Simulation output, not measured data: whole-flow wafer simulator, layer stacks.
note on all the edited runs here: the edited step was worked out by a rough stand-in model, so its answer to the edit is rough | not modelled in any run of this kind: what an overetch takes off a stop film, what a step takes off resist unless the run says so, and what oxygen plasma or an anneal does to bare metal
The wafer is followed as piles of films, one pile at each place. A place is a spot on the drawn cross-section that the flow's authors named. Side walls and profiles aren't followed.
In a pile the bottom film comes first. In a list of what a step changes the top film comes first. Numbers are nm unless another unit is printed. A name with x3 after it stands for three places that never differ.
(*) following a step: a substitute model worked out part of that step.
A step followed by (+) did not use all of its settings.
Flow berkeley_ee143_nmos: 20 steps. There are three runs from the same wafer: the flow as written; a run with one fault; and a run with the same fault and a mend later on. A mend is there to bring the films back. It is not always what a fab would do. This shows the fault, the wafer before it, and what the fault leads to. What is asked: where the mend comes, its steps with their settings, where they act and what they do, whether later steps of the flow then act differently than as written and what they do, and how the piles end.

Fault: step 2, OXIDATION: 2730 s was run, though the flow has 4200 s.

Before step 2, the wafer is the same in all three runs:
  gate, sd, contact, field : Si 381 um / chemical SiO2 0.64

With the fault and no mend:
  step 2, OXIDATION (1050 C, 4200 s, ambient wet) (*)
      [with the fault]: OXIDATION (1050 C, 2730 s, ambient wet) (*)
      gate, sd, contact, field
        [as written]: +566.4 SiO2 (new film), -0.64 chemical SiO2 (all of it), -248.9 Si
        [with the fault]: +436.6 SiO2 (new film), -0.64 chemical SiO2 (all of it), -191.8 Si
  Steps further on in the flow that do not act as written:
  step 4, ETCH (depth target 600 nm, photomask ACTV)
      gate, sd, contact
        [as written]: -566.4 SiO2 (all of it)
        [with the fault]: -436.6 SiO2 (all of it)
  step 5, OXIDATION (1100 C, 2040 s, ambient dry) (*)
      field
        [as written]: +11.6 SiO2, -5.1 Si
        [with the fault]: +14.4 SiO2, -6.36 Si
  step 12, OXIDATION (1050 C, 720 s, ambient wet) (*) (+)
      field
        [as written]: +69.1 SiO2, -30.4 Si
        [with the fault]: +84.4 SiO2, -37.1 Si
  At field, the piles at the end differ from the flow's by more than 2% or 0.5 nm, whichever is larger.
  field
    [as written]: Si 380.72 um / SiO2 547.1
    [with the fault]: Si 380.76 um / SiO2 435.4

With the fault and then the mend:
  The mend stands after step 2.
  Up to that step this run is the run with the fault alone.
  step 2a, OXIDATION (1050 C, 1470 s, ambient wet) (*) (a further turn of the flow's step 2, with different settings)
      gate, sd, contact, field
        +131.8 SiO2, -58 Si
  None of the later steps of the flow differs from how it acts as written, at any place that is followed, by more than 2% or 0.5 nm, whichever is larger.
  The piles end only slightly different from the flow's at the places that both follow, by no more than 2% or 0.5 nm, whichever is larger.
